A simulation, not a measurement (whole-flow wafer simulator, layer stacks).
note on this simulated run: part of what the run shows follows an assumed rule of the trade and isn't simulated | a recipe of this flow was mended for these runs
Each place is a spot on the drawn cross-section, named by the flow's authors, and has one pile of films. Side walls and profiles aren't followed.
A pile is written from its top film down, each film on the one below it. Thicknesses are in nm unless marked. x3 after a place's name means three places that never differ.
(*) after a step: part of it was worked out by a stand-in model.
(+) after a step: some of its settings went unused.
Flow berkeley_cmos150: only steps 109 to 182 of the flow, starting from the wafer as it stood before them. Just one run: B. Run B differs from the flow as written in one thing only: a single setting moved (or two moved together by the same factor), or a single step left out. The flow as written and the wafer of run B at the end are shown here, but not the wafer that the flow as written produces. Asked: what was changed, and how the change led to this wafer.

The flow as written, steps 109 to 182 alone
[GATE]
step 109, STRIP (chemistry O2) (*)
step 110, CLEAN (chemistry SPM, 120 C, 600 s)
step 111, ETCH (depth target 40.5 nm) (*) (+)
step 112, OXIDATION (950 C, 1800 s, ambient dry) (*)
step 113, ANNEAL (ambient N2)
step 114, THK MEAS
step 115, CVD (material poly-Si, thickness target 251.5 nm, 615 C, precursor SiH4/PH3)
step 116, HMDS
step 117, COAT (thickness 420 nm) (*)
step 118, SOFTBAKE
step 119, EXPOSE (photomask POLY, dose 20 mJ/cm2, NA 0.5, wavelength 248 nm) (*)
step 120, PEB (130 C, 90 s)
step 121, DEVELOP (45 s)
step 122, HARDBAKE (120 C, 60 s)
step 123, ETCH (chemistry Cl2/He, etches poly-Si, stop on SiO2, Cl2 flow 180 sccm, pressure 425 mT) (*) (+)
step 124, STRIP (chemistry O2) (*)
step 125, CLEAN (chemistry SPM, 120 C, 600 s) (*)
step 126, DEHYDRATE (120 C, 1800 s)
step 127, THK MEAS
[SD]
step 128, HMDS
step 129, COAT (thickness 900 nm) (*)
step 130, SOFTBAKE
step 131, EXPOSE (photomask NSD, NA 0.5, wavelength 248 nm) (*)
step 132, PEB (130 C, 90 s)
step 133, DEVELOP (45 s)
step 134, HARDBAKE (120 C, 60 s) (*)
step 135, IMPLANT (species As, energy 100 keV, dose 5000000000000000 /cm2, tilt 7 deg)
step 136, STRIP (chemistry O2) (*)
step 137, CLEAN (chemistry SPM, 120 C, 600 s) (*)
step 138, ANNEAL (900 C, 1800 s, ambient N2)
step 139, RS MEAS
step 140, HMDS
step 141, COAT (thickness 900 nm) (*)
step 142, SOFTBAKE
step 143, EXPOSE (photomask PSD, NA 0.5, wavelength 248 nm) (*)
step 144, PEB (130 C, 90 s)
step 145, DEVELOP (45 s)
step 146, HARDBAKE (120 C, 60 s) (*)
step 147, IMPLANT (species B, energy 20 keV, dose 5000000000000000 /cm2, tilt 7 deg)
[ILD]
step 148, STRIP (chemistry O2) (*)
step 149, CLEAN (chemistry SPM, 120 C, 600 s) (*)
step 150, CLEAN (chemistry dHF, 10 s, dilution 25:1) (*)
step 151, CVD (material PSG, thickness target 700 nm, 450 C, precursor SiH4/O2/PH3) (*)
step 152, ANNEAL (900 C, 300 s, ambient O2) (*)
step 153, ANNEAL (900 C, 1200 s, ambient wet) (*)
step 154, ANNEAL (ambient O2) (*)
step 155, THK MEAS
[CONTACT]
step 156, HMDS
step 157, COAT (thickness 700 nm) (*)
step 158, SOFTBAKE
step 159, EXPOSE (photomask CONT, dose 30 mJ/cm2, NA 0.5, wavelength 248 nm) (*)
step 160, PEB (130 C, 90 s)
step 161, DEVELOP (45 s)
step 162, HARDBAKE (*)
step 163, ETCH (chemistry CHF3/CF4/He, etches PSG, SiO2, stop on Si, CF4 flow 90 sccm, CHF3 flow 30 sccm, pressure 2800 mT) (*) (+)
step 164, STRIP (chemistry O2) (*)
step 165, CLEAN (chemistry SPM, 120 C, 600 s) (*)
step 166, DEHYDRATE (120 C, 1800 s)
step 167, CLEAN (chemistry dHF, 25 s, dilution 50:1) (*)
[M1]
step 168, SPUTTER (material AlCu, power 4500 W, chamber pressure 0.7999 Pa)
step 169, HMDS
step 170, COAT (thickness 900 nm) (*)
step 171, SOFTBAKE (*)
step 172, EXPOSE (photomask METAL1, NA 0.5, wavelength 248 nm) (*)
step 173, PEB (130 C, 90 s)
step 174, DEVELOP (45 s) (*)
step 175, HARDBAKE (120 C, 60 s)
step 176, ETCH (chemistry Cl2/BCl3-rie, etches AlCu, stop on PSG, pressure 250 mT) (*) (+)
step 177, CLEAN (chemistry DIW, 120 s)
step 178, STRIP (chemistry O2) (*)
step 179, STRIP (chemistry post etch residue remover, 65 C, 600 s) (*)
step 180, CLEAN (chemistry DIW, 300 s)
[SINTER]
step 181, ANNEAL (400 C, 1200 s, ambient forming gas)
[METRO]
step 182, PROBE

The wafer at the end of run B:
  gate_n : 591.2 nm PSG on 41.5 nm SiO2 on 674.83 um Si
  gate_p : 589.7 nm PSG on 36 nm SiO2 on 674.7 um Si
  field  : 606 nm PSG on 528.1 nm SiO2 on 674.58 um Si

Cause: step 115, CVD: material poly-Si, thickness target 251.5 nm, 615 C, precursor SiH4/PH3, was not run.

How this came from the change, step by step:
  step 117, COAT (thickness 420 nm) (*)
      field: +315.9 KrF-resist (new film) (in the flow as written it would be: +333.8 KrF-resist (new film))
      field_p: +403.8 KrF-resist (new film) (in the flow as written it would be: +413.4 KrF-resist (new film))
      (also at 2 further places)
  step 121, DEVELOP (45 s)
      field: -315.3 KrF-resist (all of it) (in the flow as written it would be: -333.2 KrF-resist (all of it))
      field_p: -403 KrF-resist (all of it) (in the flow as written it would be: -412.6 KrF-resist (all of it))
      (also at 2 further places)
  step 123, ETCH (chemistry Cl2/He, etches poly-Si, stop on SiO2, Cl2 flow 180 sccm, pressure 425 mT) (*) (+)
      field, field_p, sd_n, sd_p, contact, m1: -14 SiO2 (in the flow as written it would be: -251.5 poly-Si (all of it), -3.19 SiO2)
      gate_n, gate_p: -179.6 KrF-resist (in the flow as written it would be: -220.6 KrF-resist)
  step 124, STRIP (chemistry O2) (*)
      gate_n: -211 KrF-resist (all of it) (in the flow as written it would be: +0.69 chemical SiO2 (new film), -176.1 KrF-resist (all of it), -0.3 poly-Si)
      gate_p: -247.4 KrF-resist (all of it) (in the flow as written it would be: +0.69 chemical SiO2 (new film), -213.2 KrF-resist (all of it), -0.3 poly-Si)
  step 129, COAT (thickness 900 nm) (*)
      field: +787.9 thick-KrF-resist (new film) (in the flow as written it would be: +809.6 thick-KrF-resist (new film))
      field_p: +897.6 thick-KrF-resist (new film) (in the flow as written it would be: +916.8 thick-KrF-resist (new film))
      (also at 3 further places)
  step 133, DEVELOP (45 s)
      gate_n: -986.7 thick-KrF-resist (all of it) (in the flow as written it would be: -818.1 thick-KrF-resist (all of it))
  step 136, STRIP (chemistry O2) (*)
      gate_n: nothing (in the flow as written it would be: +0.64 chemical SiO2, -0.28 poly-Si)
      gate_p: -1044 thick-KrF-resist (all of it) (in the flow as written it would be: -873.6 thick-KrF-resist (all of it), +0.34 chemical SiO2, -0.15 poly-Si)
      (also at 3 further places)
  step 141, COAT (thickness 900 nm) (*)
      field: +787.9 thick-KrF-resist (new film) (in the flow as written it would be: +809.6 thick-KrF-resist (new film))
      field_p: +897.6 thick-KrF-resist (new film) (in the flow as written it would be: +916.8 thick-KrF-resist (new film))
      (also at 3 further places)
  step 145, DEVELOP (45 s)
      sd_p: -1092 thick-KrF-resist (all of it) (in the flow as written it would be: -1130.2 thick-KrF-resist (all of it))
      gate_p: -1057.3 thick-KrF-resist (all of it) (in the flow as written it would be: -886.7 thick-KrF-resist (all of it))
  step 148, STRIP (chemistry O2) (*)
      gate_n: -973.4 thick-KrF-resist (all of it) (in the flow as written it would be: -804.5 thick-KrF-resist (all of it), +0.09 chemical SiO2, -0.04 poly-Si)
      field: -772.8 thick-KrF-resist (all of it) (in the flow as written it would be: -794.4 thick-KrF-resist (all of it))
      (also at 1 further place)
  step 150, CLEAN (chemistry dHF, 10 s, dilution 25:1) (*)
      gate_n: -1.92 SiO2 (in the flow as written it would be: -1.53 chemical SiO2 (all of it))
      sd_p: -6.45 SiO2 (all of it) (in the flow as written it would be: -7.51 SiO2)
      (also at 1 further place)
  step 151, CVD (material PSG, thickness target 700 nm, 450 C, precursor SiH4/O2/PH3) (*)
      gate_n: +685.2 PSG (new film) (in the flow as written it would be: +700 PSG (new film))
      sd_p: +683.2 PSG (new film) (in the flow as written it would be: +639.5 PSG (new film))
      (also at 1 further place)
  step 153, ANNEAL (900 C, 1200 s, ambient wet) (*)
      gate_n: -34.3 PSG, +23 SiO2, -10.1 Si (in the flow as written it would be: -35 PSG, +26.8 SiO2 (new film), -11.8 poly-Si)
      sd_p: -34.2 PSG, +23.3 SiO2 (new film), -10.3 Si (in the flow as written it would be: -32 PSG, +23.9 SiO2, -10.5 Si)
      (also at 1 further place)
  step 157, COAT (thickness 700 nm) (*)
      field_p: +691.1 KrF-resist (new film) (in the flow as written it would be: +716.6 KrF-resist (new film))
      gate_n: +782.3 KrF-resist (new film) (in the flow as written it would be: +650.5 KrF-resist (new film))
      (also at 2 further places)
  step 163, ETCH (chemistry CHF3/CF4/He, etches PSG, SiO2, stop on Si, CF4 flow 90 sccm, CHF3 flow 30 sccm, pressure 2800 mT) (*) (+)
      contact: -665 PSG (all of it), -27.5 SiO2 (all of it), -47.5 Si (in the flow as written it would be: -665 PSG (all of it), -38.1 SiO2 (all of it), -47.5 Si)
  step 164, STRIP (chemistry O2) (*)
      field: -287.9 KrF-resist (all of it) (in the flow as written it would be: -294.5 KrF-resist (all of it))
      field_p: -375.5 KrF-resist (all of it) (in the flow as written it would be: -397.1 KrF-resist (all of it))
      (also at 3 further places)
  ... another 4 steps ...
  step 176, ETCH (chemistry Cl2/BCl3-rie, etches AlCu, stop on PSG, pressure 250 mT) (*) (+)
      gate_n: -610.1 AlCu (all of it), -32 PSG (in the flow as written it would be: -616.1 AlCu (all of it), -31.2 PSG)
      sd_p: -554.7 AlCu (all of it), -38.9 PSG (in the flow as written it would be: -461.4 AlCu (all of it), -50.6 PSG)
      (also at 1 further place)
